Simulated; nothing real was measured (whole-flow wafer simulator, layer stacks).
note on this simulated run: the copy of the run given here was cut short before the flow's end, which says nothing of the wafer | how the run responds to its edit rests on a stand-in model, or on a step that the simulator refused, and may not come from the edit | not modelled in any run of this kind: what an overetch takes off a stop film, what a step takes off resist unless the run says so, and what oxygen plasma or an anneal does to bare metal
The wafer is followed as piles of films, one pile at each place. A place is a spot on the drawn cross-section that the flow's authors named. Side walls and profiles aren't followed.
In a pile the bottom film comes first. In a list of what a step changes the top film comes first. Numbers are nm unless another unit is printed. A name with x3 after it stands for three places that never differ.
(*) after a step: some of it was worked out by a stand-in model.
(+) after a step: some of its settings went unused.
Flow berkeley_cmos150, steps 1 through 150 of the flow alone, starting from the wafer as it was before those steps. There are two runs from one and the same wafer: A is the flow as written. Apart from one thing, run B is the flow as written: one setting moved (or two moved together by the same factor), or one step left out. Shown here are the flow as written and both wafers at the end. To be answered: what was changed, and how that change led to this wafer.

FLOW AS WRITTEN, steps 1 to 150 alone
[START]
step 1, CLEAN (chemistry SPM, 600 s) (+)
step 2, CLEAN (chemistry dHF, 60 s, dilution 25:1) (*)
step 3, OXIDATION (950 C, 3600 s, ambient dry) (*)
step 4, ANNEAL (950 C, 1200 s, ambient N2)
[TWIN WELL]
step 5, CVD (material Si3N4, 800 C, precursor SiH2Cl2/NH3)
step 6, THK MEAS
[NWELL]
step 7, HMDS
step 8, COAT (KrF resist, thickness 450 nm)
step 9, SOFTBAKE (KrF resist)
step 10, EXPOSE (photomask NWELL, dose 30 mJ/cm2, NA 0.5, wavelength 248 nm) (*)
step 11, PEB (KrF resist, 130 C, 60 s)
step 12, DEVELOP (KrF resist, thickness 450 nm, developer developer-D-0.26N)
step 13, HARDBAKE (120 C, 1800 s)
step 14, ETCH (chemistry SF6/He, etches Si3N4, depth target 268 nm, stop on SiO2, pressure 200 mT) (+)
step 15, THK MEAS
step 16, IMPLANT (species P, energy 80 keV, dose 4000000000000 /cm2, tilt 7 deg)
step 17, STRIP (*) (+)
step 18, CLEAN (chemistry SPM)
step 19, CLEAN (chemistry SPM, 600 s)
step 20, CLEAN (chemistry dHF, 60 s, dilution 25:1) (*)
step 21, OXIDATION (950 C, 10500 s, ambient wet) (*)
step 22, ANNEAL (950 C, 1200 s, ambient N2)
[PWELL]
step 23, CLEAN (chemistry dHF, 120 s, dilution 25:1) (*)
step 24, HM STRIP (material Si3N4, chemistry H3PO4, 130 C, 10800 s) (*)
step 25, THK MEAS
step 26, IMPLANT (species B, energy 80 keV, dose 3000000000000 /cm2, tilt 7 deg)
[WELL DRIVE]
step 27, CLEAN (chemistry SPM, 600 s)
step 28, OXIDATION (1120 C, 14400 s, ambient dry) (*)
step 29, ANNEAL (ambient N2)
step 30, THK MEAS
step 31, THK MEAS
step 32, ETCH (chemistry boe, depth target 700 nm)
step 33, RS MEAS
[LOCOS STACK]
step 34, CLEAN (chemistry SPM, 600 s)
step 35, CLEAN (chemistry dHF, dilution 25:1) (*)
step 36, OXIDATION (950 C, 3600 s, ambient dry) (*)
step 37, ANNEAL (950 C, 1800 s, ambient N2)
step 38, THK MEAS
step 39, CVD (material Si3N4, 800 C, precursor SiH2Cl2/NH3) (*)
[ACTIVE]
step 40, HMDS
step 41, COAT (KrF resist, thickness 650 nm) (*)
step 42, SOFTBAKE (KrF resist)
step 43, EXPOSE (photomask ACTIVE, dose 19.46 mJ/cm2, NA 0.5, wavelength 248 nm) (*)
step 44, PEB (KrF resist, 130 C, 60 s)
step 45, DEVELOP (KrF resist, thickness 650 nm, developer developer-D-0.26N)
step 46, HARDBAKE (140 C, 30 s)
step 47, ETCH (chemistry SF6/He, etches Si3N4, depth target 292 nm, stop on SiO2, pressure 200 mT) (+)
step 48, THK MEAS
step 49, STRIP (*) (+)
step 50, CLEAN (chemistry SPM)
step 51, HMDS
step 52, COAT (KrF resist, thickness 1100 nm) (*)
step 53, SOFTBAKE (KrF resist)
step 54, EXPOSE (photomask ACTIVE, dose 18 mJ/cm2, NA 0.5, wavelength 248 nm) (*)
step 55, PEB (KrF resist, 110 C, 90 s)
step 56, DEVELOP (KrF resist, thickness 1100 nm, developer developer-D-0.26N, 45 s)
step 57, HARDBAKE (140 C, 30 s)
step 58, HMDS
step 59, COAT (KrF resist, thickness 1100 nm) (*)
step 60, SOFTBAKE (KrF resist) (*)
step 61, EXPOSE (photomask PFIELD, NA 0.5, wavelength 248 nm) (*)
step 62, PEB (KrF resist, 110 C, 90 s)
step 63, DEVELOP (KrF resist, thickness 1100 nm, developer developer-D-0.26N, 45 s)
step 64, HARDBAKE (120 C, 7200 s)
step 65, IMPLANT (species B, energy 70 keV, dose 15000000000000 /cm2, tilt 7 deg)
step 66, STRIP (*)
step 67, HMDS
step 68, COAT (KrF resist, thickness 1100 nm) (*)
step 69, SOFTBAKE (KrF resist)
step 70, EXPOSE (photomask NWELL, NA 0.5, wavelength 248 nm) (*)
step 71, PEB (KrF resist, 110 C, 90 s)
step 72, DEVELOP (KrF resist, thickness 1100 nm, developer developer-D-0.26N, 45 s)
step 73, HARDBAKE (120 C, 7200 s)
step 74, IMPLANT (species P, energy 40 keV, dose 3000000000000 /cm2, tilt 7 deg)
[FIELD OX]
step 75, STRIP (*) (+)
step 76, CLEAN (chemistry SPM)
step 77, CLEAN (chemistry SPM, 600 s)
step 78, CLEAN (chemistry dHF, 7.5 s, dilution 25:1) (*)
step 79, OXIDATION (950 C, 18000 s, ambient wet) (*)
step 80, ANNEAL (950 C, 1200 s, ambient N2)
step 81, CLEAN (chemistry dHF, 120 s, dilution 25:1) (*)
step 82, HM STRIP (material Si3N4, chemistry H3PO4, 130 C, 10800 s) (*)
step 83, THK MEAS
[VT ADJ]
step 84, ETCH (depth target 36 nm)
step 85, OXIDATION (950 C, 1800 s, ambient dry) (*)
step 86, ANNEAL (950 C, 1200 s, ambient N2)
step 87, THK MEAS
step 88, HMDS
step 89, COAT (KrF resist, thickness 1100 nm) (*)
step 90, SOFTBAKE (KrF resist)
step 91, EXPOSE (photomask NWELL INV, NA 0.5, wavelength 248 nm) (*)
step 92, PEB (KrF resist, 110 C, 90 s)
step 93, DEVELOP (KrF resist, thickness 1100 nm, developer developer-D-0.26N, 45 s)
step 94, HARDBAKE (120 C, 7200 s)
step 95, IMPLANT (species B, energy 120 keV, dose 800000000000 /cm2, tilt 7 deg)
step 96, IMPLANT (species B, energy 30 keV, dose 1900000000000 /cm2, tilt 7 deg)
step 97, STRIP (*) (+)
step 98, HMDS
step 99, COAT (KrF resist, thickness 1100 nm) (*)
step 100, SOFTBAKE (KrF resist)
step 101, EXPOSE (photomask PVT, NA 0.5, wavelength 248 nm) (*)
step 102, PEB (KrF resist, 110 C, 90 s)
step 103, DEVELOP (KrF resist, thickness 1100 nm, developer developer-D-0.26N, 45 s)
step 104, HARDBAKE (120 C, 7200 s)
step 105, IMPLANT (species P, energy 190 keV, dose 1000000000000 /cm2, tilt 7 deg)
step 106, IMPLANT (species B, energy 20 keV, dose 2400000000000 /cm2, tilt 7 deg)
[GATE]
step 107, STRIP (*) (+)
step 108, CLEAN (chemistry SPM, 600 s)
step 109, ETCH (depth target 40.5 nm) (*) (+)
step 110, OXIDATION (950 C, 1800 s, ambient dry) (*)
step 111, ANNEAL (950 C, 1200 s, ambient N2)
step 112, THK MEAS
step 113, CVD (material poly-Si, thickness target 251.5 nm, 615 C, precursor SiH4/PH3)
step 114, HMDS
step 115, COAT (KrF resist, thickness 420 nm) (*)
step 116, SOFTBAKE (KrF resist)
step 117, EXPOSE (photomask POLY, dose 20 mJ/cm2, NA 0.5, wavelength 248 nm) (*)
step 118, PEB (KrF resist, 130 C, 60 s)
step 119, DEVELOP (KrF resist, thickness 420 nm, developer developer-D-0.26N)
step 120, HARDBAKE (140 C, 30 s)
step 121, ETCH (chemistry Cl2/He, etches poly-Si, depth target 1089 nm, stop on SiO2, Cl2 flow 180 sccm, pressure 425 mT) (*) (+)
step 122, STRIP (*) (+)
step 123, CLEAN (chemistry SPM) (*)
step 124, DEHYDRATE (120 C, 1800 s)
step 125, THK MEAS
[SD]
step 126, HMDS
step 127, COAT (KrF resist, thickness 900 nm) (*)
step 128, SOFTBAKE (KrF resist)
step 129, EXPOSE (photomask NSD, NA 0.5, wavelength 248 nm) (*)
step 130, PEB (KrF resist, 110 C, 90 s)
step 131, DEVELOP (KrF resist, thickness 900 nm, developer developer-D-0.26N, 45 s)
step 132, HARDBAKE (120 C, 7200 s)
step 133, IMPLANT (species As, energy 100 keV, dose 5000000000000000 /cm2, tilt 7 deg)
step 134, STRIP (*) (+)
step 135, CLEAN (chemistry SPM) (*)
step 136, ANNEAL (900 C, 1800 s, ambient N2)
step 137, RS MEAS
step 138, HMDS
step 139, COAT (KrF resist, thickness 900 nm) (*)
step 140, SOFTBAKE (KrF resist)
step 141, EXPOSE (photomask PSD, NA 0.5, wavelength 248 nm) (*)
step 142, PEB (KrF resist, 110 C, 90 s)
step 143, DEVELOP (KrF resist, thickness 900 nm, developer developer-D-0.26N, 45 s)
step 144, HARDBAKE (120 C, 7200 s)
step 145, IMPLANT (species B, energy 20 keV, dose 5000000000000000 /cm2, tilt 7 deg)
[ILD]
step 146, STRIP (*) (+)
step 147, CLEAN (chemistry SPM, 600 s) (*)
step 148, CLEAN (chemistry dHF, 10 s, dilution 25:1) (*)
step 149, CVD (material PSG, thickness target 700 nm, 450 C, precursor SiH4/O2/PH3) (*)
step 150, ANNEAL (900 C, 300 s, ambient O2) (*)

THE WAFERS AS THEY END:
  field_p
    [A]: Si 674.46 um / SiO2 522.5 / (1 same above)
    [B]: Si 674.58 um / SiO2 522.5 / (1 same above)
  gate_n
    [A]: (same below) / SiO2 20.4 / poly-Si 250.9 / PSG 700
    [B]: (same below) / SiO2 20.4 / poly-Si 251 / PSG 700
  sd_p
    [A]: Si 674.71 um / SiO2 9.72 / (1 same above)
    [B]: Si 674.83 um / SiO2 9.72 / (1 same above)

What caused this: step 21, OXIDATION: 950 C, 10500 s, ambient wet (*), was not run.

How this came from the change, step by step:
  step 23, CLEAN (chemistry dHF, 120 s, dilution 25:1) (*)
      field, sd_n, gate_n, contact, m1: A -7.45 SiO2 (all of it), -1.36 Si3N4 | B -2.1 Si3N4
      field_p, sd_p, gate_p: A -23 SiO2 | B -16.4 SiO2 (all of it)
  step 24, HM STRIP (material Si3N4, chemistry H3PO4, 130 C, 10800 s) (*)
      field_p, sd_p, gate_p: A -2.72 SiO2 | B +0.5 chemical SiO2 (new film), -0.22 Si
      field, sd_n, gate_n, contact, m1: A -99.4 Si3N4 (all of it), -1.87 SiO2 | B -102.8 Si3N4 (all of it), -1.85 SiO2
  step 28, OXIDATION (1120 C, 14400 s, ambient dry) (*)
      field_p, sd_p, gate_p: A +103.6 SiO2, -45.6 Si | B +287.5 SiO2 (new film), -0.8 chemical SiO2 (all of it), -126.1 Si
  step 32, ETCH (chemistry boe, depth target 700 nm)
      field_p, sd_p, gate_p: A -555.5 SiO2 (all of it) | B -287.5 SiO2 (all of it)
  step 41, COAT (KrF resist, thickness 650 nm) (*)
      field_p: A +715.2 KrF resist (new film) | B +655.6 KrF resist (new film)
      sd_n: A +633.7 KrF resist (new film) | B +648.5 KrF resist (new film)
      (also at 2 further places)
  step 45, DEVELOP (KrF resist, thickness 650 nm, developer developer-D-0.26N)
      field_p: A -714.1 KrF resist (all of it) | B -654.6 KrF resist (all of it)
  step 46, HARDBAKE (140 C, 30 s)
      sd_n: A -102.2 KrF resist | B -104.6 KrF resist
      sd_p: A -112.2 KrF resist | B -105.5 KrF resist
      (also at 1 further place)
  step 49, STRIP (*) (+)
      sd_n: A -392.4 KrF resist (all of it) | B -404.7 KrF resist (all of it)
      sd_p: A -442.9 KrF resist (all of it) | B -409.2 KrF resist (all of it)
      (also at 1 further place)
  step 52, COAT (KrF resist, thickness 1100 nm) (*)
      field: A +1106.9 KrF resist (new film) | B +1133.8 KrF resist (new film)
      field_p: A +1219.5 KrF resist (new film) | B +1143.8 KrF resist (new film)
      (also at 2 further places)
  step 55, PEB (KrF resist, 110 C, 90 s)
      field_p: A -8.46 KrF resist | B -7.92 KrF resist
  step 56, DEVELOP (KrF resist, thickness 1100 nm, developer developer-D-0.26N, 45 s)
      field: A -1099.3 KrF resist (all of it) | B -1126 KrF resist (all of it)
      field_p: A -1211 KrF resist (all of it) | B -1135.9 KrF resist (all of it)
  step 57, HARDBAKE (140 C, 30 s)
      sd_p: A -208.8 KrF resist | B -197.3 KrF resist
      gate_p: A -209.5 KrF resist | B -198.6 KrF resist
  step 59, COAT (KrF resist, thickness 1100 nm) (*)
      field_p: A +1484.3 KrF resist (new film) | B +1401.9 KrF resist (new film)
      sd_p: A +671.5 KrF resist | B +645 KrF resist
      (also at 1 further place)
  step 62, PEB (KrF resist, 110 C, 90 s)
      field_p: A -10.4 KrF resist | B -9.76 KrF resist
  step 64, HARDBAKE (120 C, 7200 s)
      field_p: A -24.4 KrF resist | B -22.9 KrF resist
  step 66, STRIP (*)
      field_p: A -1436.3 KrF resist (all of it) | B -1355.9 KrF resist (all of it)
      sd_p: A -1525.1 KrF resist (all of it) | B -1449.6 KrF resist (all of it)
      (also at 1 further place)
  ... 24 other steps ...
  step 146, STRIP (*) (+)
      field: A -778.1 KrF resist (all of it) | B -802.2 KrF resist (all of it)
      field_p: A -882.7 KrF resist (all of it) | B -813.6 KrF resist (all of it)
